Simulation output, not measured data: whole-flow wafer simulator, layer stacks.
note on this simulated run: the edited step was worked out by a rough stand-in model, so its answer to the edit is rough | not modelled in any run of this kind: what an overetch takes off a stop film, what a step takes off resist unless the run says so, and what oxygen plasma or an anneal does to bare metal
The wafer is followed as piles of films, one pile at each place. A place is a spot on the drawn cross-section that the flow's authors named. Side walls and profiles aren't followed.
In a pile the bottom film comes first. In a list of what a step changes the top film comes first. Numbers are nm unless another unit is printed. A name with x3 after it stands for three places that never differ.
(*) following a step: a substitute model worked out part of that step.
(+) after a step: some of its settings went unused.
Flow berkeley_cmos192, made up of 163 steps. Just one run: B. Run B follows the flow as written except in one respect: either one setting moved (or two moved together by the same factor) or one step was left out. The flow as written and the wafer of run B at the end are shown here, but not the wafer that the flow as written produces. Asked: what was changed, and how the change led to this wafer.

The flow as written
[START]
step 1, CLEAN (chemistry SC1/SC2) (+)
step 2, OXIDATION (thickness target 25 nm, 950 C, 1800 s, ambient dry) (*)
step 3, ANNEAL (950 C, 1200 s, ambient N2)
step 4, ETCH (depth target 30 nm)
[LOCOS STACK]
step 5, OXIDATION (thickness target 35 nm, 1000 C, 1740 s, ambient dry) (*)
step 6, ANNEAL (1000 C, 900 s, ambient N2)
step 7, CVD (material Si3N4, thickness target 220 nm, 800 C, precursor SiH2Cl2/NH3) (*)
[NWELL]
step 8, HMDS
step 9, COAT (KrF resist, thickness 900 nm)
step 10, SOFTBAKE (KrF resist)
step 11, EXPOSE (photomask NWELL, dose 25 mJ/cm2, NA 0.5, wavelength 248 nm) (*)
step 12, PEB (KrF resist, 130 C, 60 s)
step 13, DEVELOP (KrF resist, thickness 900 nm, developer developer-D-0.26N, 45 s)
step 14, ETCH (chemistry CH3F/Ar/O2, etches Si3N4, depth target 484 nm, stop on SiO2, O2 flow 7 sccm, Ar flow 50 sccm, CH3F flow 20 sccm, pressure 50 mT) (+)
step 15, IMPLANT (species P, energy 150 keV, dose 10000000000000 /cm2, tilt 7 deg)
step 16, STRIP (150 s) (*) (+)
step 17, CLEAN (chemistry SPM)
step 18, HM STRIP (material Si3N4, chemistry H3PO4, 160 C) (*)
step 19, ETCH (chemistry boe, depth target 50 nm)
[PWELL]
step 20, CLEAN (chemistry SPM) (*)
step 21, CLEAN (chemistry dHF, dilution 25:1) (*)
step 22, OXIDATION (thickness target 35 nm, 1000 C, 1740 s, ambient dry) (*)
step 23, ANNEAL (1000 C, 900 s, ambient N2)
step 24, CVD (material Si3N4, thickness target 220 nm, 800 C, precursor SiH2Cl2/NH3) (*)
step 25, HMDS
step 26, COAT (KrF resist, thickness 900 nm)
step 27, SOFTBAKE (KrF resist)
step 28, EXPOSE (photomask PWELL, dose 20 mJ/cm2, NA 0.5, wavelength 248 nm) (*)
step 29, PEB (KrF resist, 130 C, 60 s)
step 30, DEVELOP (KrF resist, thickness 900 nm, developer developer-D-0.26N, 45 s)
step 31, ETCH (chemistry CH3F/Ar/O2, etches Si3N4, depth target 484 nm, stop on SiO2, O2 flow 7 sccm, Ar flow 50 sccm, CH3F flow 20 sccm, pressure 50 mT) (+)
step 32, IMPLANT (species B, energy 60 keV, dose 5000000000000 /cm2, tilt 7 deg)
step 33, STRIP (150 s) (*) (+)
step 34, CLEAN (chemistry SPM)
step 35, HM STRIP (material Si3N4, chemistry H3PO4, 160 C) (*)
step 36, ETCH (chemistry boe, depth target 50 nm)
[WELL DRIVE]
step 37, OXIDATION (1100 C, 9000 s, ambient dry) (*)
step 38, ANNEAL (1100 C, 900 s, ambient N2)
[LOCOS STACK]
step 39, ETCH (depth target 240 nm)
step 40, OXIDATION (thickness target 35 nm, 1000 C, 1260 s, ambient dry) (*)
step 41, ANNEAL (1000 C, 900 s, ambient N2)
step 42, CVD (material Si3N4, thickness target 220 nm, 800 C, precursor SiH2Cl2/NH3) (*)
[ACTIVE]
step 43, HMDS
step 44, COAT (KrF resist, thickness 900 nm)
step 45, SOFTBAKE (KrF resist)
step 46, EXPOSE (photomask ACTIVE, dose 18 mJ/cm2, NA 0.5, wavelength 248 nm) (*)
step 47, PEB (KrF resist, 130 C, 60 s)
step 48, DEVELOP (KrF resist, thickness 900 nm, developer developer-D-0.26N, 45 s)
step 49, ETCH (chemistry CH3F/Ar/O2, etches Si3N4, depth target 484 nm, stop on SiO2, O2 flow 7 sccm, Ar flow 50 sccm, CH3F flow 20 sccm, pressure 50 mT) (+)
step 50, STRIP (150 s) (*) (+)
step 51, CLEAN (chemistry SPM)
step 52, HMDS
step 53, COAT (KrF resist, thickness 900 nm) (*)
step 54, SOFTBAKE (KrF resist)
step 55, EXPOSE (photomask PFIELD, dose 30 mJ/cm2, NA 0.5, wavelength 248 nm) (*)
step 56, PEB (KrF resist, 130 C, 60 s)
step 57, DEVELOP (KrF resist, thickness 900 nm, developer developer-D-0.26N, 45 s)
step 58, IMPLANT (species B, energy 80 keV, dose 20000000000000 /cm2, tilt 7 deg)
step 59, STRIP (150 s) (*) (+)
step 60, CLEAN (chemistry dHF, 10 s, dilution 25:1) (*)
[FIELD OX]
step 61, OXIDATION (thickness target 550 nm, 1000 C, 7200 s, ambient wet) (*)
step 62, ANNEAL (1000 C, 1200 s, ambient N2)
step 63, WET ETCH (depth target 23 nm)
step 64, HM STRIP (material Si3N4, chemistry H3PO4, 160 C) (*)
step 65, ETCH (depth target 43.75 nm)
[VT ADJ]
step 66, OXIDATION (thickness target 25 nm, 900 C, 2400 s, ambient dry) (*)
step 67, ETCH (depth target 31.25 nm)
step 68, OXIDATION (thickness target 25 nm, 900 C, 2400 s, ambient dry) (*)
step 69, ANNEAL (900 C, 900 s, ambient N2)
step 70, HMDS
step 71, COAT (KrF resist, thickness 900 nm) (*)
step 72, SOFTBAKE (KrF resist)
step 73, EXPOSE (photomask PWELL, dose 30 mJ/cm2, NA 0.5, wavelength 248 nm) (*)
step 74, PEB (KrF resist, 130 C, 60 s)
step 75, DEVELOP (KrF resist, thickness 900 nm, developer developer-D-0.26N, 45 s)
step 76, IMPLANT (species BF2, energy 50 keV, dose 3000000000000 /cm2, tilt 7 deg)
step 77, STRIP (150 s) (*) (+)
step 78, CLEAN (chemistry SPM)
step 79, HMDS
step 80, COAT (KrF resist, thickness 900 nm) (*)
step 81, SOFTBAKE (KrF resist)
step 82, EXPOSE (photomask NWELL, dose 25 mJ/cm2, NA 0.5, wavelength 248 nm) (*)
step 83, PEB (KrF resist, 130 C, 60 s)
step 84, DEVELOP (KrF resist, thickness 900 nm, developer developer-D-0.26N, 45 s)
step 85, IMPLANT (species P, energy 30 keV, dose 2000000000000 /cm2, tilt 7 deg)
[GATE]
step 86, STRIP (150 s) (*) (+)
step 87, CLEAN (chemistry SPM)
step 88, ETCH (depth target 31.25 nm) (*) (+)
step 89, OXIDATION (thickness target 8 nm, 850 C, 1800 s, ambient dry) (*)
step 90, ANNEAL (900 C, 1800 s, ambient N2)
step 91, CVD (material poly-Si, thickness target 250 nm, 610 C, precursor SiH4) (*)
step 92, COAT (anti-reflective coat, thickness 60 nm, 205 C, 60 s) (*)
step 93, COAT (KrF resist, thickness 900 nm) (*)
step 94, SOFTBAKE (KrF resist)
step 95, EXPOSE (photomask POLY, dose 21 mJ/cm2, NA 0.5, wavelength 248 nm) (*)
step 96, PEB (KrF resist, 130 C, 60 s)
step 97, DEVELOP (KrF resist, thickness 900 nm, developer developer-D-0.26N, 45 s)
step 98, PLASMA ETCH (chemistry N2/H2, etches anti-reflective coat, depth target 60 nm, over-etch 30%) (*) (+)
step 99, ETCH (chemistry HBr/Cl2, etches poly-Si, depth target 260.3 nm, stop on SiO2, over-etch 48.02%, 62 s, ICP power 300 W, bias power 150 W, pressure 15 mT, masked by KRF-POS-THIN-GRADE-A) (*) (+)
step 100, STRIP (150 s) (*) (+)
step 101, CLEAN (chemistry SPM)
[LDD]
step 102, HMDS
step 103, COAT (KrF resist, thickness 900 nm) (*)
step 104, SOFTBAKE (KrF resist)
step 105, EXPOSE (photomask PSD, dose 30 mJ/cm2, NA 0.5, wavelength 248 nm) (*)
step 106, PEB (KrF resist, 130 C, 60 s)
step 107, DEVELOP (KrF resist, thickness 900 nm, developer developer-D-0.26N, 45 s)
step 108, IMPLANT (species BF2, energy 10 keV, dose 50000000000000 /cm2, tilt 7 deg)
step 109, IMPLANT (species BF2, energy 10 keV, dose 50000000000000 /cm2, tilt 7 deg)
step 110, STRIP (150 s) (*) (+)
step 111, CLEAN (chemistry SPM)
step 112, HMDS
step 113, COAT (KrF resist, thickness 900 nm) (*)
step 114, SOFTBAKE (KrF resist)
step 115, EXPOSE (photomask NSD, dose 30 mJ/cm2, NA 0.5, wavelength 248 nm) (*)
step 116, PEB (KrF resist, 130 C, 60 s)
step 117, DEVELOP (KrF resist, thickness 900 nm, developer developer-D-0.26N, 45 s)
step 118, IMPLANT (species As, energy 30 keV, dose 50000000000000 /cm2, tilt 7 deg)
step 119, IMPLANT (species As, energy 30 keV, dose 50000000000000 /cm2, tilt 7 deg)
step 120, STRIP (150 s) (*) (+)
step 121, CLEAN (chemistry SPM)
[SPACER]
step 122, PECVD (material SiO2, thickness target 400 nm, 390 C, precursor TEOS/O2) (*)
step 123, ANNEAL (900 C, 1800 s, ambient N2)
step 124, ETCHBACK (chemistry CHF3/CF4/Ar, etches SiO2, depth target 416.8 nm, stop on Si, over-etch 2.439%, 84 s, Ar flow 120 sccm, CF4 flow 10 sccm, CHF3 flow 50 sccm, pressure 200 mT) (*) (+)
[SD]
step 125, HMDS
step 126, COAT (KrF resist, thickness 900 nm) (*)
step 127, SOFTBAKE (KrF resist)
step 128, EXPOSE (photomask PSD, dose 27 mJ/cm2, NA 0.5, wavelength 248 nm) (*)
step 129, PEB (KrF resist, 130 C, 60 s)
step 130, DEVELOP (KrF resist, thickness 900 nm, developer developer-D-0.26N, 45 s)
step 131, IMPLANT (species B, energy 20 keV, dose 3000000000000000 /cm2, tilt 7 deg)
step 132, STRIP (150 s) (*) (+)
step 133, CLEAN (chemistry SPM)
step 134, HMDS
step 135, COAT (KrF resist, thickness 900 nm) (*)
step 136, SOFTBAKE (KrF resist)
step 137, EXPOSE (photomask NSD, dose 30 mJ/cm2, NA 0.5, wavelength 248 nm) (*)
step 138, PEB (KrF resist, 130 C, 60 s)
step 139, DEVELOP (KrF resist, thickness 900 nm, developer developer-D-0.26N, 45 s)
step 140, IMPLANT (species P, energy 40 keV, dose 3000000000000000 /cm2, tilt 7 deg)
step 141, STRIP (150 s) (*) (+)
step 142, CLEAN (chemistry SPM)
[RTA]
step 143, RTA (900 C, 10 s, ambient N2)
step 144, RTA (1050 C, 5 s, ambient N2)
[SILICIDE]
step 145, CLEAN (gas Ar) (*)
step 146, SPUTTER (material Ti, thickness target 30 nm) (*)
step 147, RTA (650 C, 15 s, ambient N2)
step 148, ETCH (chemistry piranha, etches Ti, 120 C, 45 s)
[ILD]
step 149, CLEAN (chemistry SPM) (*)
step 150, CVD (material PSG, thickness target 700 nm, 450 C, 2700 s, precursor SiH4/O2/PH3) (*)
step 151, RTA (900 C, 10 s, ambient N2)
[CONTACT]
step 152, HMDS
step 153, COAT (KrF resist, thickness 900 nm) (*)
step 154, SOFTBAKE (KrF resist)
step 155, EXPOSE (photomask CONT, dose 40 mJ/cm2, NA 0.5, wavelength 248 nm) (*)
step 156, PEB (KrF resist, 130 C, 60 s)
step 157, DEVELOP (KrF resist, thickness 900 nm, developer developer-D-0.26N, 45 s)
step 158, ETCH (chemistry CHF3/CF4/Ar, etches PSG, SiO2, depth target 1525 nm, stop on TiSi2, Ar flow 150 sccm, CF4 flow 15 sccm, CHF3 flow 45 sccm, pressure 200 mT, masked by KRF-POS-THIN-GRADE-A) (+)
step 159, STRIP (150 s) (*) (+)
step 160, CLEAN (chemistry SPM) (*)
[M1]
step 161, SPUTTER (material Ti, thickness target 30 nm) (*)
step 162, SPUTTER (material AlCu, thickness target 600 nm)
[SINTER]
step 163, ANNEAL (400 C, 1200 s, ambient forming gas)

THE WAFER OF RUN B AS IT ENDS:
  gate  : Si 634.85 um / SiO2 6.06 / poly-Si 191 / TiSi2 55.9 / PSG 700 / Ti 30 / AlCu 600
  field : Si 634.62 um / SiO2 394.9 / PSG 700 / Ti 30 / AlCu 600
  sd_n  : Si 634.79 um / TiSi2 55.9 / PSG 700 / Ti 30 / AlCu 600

What caused this: step 89, OXIDATION: 1246 s was run, whereas the flow has 1800 s.

The path from the change to this, step by step:
  step 89, OXIDATION (thickness target 8 nm, 850 C, 1800 s, ambient dry) (*)
      sd_n, spacer_n, gate, sd_p, spacer_p, gate_p, contact, m1: +6.06 SiO2 (new film), -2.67 Si (in the flow as written it would be: +7.48 SiO2 (new film), -3.29 Si)
